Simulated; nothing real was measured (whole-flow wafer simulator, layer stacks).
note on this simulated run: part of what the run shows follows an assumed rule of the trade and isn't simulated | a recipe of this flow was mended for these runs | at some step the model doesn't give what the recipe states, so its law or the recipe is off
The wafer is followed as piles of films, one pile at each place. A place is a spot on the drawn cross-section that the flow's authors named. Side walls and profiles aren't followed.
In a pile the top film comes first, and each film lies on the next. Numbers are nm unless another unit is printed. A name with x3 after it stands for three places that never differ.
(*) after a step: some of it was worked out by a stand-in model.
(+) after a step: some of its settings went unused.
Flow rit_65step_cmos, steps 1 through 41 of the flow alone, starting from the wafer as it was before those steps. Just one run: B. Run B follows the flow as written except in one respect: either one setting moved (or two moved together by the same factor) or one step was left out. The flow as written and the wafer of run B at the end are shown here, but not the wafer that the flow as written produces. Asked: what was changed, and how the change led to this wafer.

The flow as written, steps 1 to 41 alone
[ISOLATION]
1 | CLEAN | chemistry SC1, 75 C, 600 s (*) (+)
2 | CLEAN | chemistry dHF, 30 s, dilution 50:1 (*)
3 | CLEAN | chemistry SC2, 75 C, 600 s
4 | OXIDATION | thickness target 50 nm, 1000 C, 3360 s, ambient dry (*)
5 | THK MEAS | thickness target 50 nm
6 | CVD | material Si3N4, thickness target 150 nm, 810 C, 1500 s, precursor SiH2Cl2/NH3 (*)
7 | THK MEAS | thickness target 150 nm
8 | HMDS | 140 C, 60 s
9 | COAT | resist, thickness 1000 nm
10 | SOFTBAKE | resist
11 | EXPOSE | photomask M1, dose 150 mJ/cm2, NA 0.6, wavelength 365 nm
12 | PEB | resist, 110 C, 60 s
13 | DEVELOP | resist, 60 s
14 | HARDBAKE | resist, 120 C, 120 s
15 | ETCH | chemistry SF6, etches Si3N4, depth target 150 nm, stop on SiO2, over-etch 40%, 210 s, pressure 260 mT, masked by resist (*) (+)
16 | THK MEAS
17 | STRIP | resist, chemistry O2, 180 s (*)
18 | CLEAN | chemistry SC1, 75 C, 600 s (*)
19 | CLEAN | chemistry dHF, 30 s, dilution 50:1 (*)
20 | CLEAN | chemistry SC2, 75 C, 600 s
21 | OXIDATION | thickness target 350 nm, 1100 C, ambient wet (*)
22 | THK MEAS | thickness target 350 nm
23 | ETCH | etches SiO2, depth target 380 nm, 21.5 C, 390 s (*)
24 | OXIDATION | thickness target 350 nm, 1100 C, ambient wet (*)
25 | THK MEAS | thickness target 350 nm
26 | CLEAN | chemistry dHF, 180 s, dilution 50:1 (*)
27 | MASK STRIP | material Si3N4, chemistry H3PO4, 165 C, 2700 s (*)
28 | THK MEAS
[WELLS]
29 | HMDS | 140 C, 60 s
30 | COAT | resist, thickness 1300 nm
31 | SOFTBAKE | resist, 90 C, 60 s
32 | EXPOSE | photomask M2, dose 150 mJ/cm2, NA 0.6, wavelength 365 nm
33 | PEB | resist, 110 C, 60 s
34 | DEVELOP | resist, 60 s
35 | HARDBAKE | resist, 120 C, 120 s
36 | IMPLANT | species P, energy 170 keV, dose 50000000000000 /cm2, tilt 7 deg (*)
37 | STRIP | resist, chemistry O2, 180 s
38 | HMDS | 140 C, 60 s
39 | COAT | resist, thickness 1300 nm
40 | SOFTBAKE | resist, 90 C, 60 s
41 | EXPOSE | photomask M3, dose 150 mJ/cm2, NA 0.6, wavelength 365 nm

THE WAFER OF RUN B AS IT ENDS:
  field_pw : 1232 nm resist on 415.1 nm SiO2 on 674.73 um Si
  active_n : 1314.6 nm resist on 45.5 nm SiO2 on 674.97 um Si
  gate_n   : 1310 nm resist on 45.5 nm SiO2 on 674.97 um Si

The reason: step 23, ETCH: depth target 133 nm was run, whereas the flow has depth target 380 nm; step 23, ETCH: 136 s was run, where the flow has 390 s.

The path from the change to this, step by step:
  23 | ETCH | etches SiO2, depth target 380 nm, 21.5 C, 390 s (*)
      field, field_p: -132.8 SiO2 (as written it would have been: -351.3 SiO2 (all of it), -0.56 Si)
      field_pw, field_nw: -132.8 SiO2 (as written it would have been: -355.4 SiO2 (all of it), -0.49 Si)
      (as well as at 10 more places)
  24 | OXIDATION | thickness target 350 nm, 1100 C, ambient wet (*)
      field, field_p: +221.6 SiO2, -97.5 Si (as written it would have been: +350 SiO2 (new film), -154 Si)
      field_pw, field_nw: +219.9 SiO2, -96.8 Si (as written it would have been: +350 SiO2 (new film), -154 Si)
  30 | COAT | resist, thickness 1300 nm
      field_pw, field_nw: +1232 resist (new film) (as written it would have been: +1313 resist (new film))
      field: +1208.7 resist (new film) (as written it would have been: +1315.7 resist (new film))
      (as well as at 1 more place)
  33 | PEB | resist, 110 C, 60 s
      field_pw, field_nw: -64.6 resist (as written it would have been: -69.1 resist)
      field: -63.3 resist (as written it would have been: -69.2 resist)
      (as well as at 1 more place)
  34 | DEVELOP | resist, 60 s
      field_nw: -1167.3 resist (all of it) (as written it would have been: -1243.9 resist (all of it))
      field_p: -1145.6 resist (all of it) (as written it would have been: -1246.5 resist (all of it))
  35 | HARDBAKE | resist, 120 C, 120 s
      field: -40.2 resist (as written it would have been: -44.1 resist)
      field_pw: -41 resist (as written it would have been: -44 resist)
  37 | STRIP | resist, chemistry O2, 180 s
      field: -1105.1 resist (all of it) (as written it would have been: -1202.4 resist (all of it))
      field_pw: -1126.3 resist (all of it) (as written it would have been: -1199.9 resist (all of it))
  39 | COAT | resist, thickness 1300 nm
      field_pw, field_nw: +1232 resist (new film) (as written it would have been: +1313 resist (new film))
      field: +1208.7 resist (new film) (as written it would have been: +1315.7 resist (new film))
      (as well as at 1 more place)
